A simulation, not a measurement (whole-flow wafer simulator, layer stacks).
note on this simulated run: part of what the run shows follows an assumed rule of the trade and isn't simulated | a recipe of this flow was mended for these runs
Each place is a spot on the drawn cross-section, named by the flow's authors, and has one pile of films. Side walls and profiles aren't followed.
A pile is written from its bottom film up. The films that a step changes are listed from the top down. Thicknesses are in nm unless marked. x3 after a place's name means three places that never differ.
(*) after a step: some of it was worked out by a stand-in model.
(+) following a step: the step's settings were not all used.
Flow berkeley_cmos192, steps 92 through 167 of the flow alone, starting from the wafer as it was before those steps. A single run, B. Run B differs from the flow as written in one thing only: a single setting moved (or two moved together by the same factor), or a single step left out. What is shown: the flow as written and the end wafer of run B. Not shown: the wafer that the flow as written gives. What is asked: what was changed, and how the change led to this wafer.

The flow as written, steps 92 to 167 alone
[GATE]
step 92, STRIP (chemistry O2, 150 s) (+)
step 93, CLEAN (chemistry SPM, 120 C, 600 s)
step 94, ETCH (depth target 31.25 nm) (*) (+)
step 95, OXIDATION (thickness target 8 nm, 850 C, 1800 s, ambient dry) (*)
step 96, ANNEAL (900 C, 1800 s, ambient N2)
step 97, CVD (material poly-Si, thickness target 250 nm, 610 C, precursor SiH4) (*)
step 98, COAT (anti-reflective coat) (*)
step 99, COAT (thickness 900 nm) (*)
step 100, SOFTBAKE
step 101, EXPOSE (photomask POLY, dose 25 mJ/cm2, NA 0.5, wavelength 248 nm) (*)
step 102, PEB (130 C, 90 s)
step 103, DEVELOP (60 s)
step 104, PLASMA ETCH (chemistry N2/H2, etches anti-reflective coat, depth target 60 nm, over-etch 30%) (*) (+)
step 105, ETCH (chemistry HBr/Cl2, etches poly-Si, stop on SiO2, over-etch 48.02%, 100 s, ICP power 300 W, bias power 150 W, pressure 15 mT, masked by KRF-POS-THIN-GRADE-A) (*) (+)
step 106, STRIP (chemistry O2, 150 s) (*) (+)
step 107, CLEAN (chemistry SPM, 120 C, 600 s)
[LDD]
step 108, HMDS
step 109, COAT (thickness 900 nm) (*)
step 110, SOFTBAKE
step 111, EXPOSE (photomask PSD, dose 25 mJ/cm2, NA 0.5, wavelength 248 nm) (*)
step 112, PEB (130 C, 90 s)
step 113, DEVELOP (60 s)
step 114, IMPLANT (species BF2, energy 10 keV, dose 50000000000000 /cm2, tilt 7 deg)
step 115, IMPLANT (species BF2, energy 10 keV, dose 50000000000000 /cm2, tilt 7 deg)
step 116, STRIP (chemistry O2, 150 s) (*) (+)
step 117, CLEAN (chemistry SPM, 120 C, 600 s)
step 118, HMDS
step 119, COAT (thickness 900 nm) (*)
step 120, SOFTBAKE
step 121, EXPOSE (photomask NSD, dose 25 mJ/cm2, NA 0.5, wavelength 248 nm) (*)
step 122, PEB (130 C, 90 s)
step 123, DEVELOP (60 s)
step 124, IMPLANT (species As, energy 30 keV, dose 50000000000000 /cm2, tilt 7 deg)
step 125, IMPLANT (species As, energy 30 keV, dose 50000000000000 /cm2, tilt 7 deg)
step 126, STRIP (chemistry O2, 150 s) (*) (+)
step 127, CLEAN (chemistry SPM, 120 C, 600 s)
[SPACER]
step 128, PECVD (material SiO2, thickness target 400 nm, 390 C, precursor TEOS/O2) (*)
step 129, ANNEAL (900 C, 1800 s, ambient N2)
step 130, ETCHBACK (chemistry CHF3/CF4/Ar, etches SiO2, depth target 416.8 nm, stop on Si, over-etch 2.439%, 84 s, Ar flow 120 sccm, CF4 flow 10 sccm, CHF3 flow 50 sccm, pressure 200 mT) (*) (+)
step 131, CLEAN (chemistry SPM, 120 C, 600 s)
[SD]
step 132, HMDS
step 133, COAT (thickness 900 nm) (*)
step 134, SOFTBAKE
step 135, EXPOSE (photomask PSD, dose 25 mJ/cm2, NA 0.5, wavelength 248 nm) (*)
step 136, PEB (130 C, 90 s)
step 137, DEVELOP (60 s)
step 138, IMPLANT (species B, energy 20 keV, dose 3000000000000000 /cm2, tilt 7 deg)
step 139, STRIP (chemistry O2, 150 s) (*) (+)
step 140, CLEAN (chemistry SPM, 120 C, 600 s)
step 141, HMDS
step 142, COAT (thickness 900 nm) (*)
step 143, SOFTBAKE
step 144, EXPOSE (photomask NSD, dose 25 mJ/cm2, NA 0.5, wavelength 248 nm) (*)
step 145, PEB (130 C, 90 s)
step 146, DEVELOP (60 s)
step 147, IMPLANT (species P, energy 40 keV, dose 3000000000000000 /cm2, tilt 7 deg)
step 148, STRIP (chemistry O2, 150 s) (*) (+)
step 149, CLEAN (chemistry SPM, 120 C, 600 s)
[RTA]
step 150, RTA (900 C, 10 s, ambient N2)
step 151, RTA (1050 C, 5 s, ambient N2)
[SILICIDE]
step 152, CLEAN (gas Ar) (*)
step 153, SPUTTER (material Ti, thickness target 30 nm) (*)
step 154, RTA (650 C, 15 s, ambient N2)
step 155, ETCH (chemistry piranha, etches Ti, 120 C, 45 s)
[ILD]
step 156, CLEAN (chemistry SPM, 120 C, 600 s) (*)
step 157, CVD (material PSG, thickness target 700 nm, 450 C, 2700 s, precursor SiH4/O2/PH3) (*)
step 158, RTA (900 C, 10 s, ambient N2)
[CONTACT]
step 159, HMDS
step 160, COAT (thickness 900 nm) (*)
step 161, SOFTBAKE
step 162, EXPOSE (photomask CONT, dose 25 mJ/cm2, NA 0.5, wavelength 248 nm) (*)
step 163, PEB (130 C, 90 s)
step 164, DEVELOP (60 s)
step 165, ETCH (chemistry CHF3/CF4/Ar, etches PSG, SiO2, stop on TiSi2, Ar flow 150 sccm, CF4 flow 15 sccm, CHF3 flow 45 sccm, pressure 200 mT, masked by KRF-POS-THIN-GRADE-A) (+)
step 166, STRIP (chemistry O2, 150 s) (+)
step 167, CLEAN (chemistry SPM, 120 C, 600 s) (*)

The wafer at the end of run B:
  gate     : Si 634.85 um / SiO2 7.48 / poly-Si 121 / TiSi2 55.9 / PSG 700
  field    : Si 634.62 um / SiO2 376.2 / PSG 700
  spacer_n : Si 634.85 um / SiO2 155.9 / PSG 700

What caused this: step 97, CVD: thickness target 180 nm was run, though the flow has thickness target 250 nm.

How this came from the change, step by step:
  step 97, CVD (material poly-Si, thickness target 250 nm, 610 C, precursor SiH4) (*)
      field, sd_n, spacer_n and 6 more: +180 poly-Si (new film) (in the flow as written it would be: +250 poly-Si (new film))
  step 105, ETCH (chemistry HBr/Cl2, etches poly-Si, stop on SiO2, over-etch 48.02%, 100 s, ICP power 300 W, bias power 150 W, pressure 15 mT, masked by KRF-POS-THIN-GRADE-A) (*) (+)
      spacer_n, spacer_p: -176.2 poly-Si (all of it), -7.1 SiO2 (in the flow as written it would be: -246.2 poly-Si (all of it), -1.71 SiO2)
      field: -176.1 poly-Si (all of it), -7.1 SiO2 (in the flow as written it would be: -246.1 poly-Si (all of it), -1.71 SiO2)
      (and at 4 other places as well)
  step 109, COAT (thickness 900 nm) (*)
      gate: +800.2 KrF-resist (new film) (in the flow as written it would be: +743.5 KrF-resist (new film))
      gate_p: +796.5 KrF-resist (new film) (in the flow as written it would be: +739.8 KrF-resist (new film))
  step 113, DEVELOP (60 s)
      gate_p: -794.8 KrF-resist (all of it) (in the flow as written it would be: -738.2 KrF-resist (all of it))
  step 116, STRIP (chemistry O2, 150 s) (*) (+)
      gate: -783.5 KrF-resist (all of it), +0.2 chemical SiO2, -0.09 poly-Si (in the flow as written it would be: -727 KrF-resist (all of it), +0.2 chemical SiO2, -0.09 poly-Si)
  step 119, COAT (thickness 900 nm) (*)
      gate: +799.6 KrF-resist (new film) (in the flow as written it would be: +743.4 KrF-resist (new film))
      gate_p: +795.8 KrF-resist (new film) (in the flow as written it would be: +739.7 KrF-resist (new film))
  step 123, DEVELOP (60 s)
      gate: -797.9 KrF-resist (all of it) (in the flow as written it would be: -741.9 KrF-resist (all of it))
  step 126, STRIP (chemistry O2, 150 s) (*) (+)
      gate_p: -779.2 KrF-resist (all of it), +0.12 chemical SiO2, -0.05 poly-Si (in the flow as written it would be: -723.2 KrF-resist (all of it), +0.12 chemical SiO2, -0.05 poly-Si)
  step 130, ETCHBACK (chemistry CHF3/CF4/Ar, etches SiO2, depth target 416.8 nm, stop on Si, over-etch 2.439%, 84 s, Ar flow 120 sccm, CF4 flow 10 sccm, CHF3 flow 50 sccm, pressure 200 mT) (*) (+)
      spacer_n: -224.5 SiO2 (in the flow as written it would be: -161 SiO2)
      spacer_p: -225.6 SiO2 (in the flow as written it would be: -161 SiO2)
  step 133, COAT (thickness 900 nm) (*)
      spacer_n: +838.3 KrF-resist (new film) (in the flow as written it would be: +785.3 KrF-resist (new film))
      gate: +816.5 KrF-resist (new film) (in the flow as written it would be: +764.7 KrF-resist (new film))
      (and at 2 other places as well)
  step 137, DEVELOP (60 s)
      spacer_p: -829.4 KrF-resist (all of it) (in the flow as written it would be: -778.4 KrF-resist (all of it))
      gate_p: -807.5 KrF-resist (all of it) (in the flow as written it would be: -757.7 KrF-resist (all of it))
  step 139, STRIP (chemistry O2, 150 s) (*) (+)
      spacer_n: -821.5 KrF-resist (all of it) (in the flow as written it would be: -768.7 KrF-resist (all of it))
      gate: -799.8 KrF-resist (all of it), +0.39 chemical SiO2, -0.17 poly-Si (in the flow as written it would be: -748.1 KrF-resist (all of it), +0.39 chemical SiO2, -0.17 poly-Si)
  step 142, COAT (thickness 900 nm) (*)
      spacer_n: +838.4 KrF-resist (new film) (in the flow as written it would be: +785.4 KrF-resist (new film))
      gate: +816.4 KrF-resist (new film) (in the flow as written it would be: +764.6 KrF-resist (new film))
      (and at 2 other places as well)
  step 146, DEVELOP (60 s)
      spacer_n: -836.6 KrF-resist (all of it) (in the flow as written it would be: -783.7 KrF-resist (all of it))
      gate: -814.6 KrF-resist (all of it) (in the flow as written it would be: -762.9 KrF-resist (all of it))
  step 148, STRIP (chemistry O2, 150 s) (*) (+)
      spacer_p: -814.6 KrF-resist (all of it) (in the flow as written it would be: -763.6 KrF-resist (all of it))
      gate_p: -792.5 KrF-resist (all of it), +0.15 chemical SiO2 (in the flow as written it would be: -742.5 KrF-resist (all of it), +0.15 chemical SiO2)
  step 160, COAT (thickness 900 nm) (*)
      spacer_n: +861.4 KrF-resist (new film) (in the flow as written it would be: +823.6 KrF-resist (new film))
      gate: +837.8 KrF-resist (new film) (in the flow as written it would be: +803.9 KrF-resist (new film))
      (and at 2 other places as well)
  step 166, STRIP (chemistry O2, 150 s) (+)
      spacer_n: -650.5 KrF-resist (all of it) (in the flow as written it would be: -612.8 KrF-resist (all of it))
      gate: -626.9 KrF-resist (all of it) (in the flow as written it would be: -593.2 KrF-resist (all of it))
      (and at 3 other places as well)
